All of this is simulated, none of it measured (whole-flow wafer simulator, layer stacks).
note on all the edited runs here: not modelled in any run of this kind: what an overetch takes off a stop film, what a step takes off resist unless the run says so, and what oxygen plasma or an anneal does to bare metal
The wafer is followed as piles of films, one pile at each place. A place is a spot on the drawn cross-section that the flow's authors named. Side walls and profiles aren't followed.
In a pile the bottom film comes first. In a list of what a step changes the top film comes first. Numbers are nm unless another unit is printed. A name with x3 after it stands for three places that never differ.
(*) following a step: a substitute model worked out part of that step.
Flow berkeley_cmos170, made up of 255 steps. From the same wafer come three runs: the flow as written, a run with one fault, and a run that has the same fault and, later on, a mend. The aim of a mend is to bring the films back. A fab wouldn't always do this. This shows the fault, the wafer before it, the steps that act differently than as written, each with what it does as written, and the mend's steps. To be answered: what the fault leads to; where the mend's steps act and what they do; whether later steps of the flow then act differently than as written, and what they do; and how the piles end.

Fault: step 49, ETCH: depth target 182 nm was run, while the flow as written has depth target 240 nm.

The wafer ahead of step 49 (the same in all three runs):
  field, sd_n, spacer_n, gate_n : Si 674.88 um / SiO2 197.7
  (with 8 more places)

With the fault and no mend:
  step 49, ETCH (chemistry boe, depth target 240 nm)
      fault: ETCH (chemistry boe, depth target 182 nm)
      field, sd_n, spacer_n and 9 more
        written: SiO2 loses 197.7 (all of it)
        fault: SiO2 loses 182
  Steps later in the flow that act otherwise than as written:
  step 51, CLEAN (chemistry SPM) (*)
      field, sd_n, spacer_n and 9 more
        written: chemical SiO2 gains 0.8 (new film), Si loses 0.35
        fault: nothing
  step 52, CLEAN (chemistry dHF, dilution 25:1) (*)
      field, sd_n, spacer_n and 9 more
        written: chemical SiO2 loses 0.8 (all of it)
        fault: SiO2 loses 15.7 (all of it)
  The piles end only slightly different from the flow's at the places that both follow, by no more than 2% or 0.5 nm, whichever is larger.

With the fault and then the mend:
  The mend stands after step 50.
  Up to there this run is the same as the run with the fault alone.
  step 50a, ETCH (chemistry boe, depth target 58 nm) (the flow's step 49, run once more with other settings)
      field, sd_n, spacer_n and 9 more
        SiO2 loses 15.7 (all of it)
  Later steps of the flow that are run all act as written at every place that is followed.
  By the end, the piles equal the flow's at every place that both follow.
